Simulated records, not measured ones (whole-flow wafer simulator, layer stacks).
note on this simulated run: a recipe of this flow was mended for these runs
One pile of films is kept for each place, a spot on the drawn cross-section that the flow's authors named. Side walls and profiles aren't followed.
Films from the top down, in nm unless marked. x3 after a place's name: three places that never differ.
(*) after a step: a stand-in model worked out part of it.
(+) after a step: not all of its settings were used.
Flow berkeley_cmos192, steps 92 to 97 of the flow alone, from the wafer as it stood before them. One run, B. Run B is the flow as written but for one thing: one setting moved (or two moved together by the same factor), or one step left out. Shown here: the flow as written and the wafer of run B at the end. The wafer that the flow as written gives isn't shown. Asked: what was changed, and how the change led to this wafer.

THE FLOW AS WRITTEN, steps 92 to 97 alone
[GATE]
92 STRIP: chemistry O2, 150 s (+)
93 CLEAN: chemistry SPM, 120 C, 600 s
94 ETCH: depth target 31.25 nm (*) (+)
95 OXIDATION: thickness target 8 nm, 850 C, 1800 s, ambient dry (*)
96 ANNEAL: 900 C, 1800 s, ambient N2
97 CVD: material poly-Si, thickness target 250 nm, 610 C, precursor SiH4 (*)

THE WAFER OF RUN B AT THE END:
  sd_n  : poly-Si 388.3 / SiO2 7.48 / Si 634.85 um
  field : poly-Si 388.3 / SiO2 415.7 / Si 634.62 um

The cause: step 97, CVD: 633 C was run, where the flow has 610 C.

How the change led to this, step by step:
  97 CVD: material poly-Si, thickness target 250 nm, 610 C, precursor SiH4 (*)
      field, sd_n, spacer_n, gate, sd_p, spacer_p x2, contact, m1: poly-Si +388.3 (new film) (as written it would be: poly-Si +250 (new film))
